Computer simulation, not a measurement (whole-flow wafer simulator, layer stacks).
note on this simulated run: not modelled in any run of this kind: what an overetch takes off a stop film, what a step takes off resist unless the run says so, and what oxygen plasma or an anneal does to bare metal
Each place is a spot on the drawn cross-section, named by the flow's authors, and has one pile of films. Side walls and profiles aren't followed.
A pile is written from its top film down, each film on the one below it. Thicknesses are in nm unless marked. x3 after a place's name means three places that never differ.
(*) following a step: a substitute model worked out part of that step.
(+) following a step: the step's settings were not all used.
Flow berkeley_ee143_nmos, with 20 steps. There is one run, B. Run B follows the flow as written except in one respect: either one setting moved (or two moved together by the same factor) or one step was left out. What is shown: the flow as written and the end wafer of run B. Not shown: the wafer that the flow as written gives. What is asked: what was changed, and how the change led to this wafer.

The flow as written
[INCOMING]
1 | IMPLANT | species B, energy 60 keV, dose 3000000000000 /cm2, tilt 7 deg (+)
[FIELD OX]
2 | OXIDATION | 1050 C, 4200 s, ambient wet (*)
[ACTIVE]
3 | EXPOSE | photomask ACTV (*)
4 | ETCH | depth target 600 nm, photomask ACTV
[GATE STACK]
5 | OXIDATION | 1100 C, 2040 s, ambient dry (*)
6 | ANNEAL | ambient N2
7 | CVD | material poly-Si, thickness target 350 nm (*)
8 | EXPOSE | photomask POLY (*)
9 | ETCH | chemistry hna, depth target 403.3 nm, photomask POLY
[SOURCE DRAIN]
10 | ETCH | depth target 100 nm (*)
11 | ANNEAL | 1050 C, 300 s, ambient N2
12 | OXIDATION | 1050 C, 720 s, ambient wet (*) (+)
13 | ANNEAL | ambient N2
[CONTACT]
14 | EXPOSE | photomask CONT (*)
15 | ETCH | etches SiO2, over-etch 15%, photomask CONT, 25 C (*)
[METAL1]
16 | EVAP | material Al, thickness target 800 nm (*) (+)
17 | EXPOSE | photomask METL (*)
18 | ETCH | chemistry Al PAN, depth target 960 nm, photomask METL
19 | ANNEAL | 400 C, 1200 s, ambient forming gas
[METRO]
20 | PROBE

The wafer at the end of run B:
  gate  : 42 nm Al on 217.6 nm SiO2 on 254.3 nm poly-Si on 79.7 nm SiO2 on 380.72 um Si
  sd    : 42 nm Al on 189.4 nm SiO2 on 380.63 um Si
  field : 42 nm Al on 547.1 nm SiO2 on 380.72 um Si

The reason: step 18, ETCH: depth target 758 nm was run, whereas the flow has depth target 960 nm.

Step by step, how the change led to this:
  18 | ETCH | chemistry Al PAN, depth target 960 nm, photomask METL
      gate, sd, field: Al loses 758 (in the flow as written it would be: Al loses 800 (all of it))
With metal films that touch counted as one body, gate has 1 body; the flow as written gives 0 bodies.
With metal films that touch counted as one body, sd has 1 body; the flow as written gives 0 bodies.
With metal films that touch counted as one body, field has 1 body; the flow as written gives 0 bodies.
